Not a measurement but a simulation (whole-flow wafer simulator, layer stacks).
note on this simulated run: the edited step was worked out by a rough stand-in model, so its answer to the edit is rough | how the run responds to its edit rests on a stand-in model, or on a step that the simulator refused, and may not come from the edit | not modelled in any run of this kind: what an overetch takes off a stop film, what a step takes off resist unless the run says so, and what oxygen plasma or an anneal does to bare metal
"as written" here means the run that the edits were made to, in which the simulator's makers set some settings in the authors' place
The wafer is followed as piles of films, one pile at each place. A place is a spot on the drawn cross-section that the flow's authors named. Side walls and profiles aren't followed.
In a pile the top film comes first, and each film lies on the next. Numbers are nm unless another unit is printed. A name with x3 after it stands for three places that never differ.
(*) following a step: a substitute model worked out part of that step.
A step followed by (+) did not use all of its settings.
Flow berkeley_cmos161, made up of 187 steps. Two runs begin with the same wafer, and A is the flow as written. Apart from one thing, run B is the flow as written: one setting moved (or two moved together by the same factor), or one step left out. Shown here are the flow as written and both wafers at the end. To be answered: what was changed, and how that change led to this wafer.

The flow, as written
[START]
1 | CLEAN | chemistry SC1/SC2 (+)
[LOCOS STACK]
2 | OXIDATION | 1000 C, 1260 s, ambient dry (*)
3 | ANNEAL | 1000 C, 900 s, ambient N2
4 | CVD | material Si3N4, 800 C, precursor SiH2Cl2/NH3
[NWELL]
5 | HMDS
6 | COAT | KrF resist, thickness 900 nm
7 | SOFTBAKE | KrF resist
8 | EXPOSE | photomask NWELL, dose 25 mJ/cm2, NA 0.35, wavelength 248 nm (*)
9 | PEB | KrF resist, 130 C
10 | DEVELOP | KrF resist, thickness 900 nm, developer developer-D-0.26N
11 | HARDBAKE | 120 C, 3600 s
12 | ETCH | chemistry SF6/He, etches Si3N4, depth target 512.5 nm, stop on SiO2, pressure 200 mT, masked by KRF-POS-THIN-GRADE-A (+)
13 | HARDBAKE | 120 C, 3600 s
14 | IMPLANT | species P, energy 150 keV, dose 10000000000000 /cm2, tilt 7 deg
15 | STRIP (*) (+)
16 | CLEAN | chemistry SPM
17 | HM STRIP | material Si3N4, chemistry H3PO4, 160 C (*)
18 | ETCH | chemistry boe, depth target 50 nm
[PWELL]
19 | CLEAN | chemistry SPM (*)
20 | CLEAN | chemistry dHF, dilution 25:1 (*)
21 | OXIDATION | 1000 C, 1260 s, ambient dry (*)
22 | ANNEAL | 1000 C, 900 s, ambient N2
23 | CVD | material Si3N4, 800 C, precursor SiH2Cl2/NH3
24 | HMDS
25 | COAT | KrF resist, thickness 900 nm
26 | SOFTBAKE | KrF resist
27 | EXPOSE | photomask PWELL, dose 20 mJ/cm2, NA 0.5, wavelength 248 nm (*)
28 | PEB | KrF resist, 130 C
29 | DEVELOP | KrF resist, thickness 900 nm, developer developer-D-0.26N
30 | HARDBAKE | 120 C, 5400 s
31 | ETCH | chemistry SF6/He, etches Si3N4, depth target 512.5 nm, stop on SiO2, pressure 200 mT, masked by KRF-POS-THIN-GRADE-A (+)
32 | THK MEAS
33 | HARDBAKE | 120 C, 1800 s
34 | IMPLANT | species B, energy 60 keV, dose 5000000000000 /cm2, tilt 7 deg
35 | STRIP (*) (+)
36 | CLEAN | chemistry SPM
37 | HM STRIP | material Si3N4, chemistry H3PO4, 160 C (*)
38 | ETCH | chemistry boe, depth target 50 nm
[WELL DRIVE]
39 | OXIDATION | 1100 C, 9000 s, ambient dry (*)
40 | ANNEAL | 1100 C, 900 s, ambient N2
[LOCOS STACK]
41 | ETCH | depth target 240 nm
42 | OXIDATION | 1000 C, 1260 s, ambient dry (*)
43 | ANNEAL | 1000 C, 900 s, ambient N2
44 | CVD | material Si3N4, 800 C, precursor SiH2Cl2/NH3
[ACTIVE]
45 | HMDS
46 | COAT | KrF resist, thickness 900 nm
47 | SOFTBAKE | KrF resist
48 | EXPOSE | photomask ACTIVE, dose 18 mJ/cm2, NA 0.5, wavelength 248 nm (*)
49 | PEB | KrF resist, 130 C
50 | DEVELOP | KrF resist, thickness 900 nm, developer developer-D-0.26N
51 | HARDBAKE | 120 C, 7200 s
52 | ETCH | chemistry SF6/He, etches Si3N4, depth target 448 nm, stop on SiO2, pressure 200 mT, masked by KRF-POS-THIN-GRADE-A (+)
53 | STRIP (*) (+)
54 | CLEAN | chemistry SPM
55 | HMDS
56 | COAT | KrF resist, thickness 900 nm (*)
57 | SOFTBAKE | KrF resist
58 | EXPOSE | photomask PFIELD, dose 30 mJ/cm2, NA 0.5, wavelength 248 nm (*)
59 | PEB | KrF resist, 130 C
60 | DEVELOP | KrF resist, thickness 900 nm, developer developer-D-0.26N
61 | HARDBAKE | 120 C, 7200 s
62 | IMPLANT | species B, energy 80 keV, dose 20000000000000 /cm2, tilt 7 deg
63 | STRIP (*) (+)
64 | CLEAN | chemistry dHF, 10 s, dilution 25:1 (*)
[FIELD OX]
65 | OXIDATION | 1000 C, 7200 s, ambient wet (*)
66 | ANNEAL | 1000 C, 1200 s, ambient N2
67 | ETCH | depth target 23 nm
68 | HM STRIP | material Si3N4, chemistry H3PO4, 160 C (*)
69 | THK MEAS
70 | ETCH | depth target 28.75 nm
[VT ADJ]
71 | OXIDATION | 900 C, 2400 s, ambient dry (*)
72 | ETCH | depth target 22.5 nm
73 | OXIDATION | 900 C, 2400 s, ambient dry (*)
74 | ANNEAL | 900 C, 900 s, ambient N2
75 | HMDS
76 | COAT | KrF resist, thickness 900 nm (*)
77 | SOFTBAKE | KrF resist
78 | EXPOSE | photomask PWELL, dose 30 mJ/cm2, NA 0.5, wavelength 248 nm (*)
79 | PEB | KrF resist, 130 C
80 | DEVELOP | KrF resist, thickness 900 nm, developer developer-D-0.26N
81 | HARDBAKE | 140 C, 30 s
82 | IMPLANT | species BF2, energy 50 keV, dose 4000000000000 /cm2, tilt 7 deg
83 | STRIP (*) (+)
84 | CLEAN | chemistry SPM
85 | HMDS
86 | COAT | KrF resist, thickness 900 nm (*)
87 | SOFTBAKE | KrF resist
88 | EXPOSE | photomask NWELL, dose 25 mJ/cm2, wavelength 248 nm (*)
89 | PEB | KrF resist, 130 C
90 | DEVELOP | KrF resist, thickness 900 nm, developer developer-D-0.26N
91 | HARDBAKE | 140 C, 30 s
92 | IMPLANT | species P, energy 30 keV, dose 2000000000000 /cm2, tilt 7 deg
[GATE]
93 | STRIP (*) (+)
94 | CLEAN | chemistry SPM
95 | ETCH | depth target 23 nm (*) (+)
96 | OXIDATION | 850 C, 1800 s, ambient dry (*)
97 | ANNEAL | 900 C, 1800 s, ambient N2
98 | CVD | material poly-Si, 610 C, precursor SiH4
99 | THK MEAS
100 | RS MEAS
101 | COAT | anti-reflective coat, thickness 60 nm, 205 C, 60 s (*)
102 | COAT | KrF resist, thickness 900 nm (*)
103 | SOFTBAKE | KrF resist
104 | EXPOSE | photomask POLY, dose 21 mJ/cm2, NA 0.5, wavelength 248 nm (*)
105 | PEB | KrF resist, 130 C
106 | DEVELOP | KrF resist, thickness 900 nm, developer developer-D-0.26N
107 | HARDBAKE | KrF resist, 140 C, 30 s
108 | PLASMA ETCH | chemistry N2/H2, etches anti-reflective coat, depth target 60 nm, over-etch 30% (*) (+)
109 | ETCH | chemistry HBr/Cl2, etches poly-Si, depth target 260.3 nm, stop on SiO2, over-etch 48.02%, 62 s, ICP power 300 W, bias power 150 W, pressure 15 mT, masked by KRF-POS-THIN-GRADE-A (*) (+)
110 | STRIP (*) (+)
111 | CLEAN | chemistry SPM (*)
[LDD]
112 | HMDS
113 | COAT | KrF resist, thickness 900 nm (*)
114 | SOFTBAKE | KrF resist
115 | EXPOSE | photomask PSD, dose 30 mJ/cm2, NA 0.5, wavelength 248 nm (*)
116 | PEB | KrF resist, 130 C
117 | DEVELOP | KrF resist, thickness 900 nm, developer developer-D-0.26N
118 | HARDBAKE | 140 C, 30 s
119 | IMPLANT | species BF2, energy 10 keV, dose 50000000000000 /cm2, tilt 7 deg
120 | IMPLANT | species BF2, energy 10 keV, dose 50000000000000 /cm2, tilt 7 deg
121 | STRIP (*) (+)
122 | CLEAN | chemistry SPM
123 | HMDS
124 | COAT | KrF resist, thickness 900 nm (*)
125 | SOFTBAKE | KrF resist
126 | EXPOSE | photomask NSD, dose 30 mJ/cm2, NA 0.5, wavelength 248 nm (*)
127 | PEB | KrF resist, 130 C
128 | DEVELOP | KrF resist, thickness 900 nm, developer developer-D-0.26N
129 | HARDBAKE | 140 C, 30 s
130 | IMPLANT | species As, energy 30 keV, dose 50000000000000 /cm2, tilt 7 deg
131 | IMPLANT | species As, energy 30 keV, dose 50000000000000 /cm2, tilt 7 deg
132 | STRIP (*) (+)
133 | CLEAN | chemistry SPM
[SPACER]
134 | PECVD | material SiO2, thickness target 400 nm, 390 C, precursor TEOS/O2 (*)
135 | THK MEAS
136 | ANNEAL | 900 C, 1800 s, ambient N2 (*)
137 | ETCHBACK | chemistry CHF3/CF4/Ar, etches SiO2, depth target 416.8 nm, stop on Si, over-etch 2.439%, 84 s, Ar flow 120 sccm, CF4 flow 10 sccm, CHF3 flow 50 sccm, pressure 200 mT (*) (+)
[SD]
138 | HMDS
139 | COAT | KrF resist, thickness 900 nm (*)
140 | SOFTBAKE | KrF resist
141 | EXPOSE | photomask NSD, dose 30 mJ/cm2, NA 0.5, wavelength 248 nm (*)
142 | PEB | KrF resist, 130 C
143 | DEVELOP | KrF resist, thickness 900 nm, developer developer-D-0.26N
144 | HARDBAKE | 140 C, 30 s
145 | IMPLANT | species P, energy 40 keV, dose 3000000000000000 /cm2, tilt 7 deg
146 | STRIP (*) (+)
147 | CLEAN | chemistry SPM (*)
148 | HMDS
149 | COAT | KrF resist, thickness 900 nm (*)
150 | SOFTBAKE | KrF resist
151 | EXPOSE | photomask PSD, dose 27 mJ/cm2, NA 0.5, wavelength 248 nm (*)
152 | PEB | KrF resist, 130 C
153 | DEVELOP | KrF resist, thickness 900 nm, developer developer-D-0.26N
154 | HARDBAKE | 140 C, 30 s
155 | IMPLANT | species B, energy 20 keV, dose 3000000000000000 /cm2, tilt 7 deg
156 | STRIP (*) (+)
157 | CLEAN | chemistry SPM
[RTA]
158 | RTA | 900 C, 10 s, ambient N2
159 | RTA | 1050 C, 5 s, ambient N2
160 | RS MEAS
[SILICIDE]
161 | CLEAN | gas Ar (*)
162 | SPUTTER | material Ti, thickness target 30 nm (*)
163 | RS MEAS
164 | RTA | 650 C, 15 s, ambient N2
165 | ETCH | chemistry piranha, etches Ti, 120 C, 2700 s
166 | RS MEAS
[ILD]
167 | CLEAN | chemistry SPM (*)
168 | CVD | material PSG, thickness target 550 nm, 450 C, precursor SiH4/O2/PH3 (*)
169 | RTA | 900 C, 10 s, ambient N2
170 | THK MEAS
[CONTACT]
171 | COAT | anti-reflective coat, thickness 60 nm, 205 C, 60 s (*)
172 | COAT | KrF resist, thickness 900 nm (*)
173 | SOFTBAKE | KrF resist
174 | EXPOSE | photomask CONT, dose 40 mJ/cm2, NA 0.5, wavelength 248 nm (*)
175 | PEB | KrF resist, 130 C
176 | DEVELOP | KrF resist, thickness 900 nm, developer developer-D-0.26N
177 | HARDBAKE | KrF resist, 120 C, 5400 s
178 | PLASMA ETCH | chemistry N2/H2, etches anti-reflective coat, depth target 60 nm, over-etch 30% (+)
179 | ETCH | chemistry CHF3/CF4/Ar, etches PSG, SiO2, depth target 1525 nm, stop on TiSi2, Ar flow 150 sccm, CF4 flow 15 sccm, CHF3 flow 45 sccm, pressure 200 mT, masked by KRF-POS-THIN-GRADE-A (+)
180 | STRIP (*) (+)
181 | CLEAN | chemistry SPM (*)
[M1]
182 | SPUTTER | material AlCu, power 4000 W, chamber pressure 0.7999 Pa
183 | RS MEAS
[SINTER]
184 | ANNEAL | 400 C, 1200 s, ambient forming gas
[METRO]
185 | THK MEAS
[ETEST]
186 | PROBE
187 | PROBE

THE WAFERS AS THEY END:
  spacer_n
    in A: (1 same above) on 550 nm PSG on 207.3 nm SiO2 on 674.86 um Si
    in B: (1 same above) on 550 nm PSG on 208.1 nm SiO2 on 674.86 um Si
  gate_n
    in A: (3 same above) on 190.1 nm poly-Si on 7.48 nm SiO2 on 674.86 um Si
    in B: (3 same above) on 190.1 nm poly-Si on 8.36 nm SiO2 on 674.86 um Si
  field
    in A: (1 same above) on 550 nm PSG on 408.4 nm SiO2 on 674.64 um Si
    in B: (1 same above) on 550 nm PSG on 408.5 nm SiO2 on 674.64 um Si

The reason: step 96, OXIDATION: 2160 s was run, while the flow as written has 1800 s.

How this came from the change, step by step:
  96 | OXIDATION | 850 C, 1800 s, ambient dry (*)
      sd_n, spacer_n, gate_n, sd_p, spacer_p, gate_p, contact, m1: A +7.48 SiO2 (new film), -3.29 Si | B +8.36 SiO2 (new film), -3.68 Si
